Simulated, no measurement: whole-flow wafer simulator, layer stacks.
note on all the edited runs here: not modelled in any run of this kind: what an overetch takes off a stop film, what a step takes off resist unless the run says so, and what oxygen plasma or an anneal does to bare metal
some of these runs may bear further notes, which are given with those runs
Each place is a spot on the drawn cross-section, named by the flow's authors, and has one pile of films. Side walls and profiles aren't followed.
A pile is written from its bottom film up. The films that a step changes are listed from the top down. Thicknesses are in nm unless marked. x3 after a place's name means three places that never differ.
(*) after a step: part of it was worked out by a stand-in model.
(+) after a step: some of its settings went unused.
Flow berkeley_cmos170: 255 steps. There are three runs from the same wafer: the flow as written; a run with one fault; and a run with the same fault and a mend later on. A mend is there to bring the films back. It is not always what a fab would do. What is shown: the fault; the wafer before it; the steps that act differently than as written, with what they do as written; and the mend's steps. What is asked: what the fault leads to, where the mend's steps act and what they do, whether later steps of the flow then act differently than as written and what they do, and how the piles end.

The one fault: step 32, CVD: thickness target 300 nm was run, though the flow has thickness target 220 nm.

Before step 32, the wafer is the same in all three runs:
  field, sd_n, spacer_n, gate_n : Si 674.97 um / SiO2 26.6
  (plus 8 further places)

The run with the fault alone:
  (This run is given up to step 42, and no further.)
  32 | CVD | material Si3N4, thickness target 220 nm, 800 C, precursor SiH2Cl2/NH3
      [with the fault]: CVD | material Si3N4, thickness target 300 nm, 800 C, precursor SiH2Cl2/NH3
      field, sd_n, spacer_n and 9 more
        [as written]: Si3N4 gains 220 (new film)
        [with the fault]: Si3N4 gains 300 (new film)
  Steps further on in the flow that do not act as written:
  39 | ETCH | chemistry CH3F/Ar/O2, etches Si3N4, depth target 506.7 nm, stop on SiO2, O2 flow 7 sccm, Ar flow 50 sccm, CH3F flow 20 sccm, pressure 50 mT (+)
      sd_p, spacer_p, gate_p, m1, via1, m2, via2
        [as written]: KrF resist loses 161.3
        [with the fault]: KrF resist loses 214.7
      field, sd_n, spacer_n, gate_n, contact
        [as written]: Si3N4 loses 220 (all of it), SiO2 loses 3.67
        [with the fault]: Si3N4 loses 300 (all of it), SiO2 loses 3.67
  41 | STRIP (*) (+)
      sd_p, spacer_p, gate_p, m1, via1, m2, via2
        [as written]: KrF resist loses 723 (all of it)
        [with the fault]: KrF resist loses 669.7 (all of it)
  The piles after step 42 differ from the flow's at sd_p, spacer_p, gate_p, m1, via1, m2, via2 by more than 2% or 0.5 nm, whichever is larger.
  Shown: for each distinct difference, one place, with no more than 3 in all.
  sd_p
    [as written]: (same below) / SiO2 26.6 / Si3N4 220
    [with the fault]: (same below) / SiO2 26.6 / Si3N4 300

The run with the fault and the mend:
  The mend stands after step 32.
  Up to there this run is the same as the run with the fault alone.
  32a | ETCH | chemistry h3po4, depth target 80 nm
      field, sd_n, spacer_n and 9 more
        Si3N4 loses 80
  Later steps of the flow that are run all act as written at every place that is followed.
  The piles end the same as the flow's at every place that both follow.
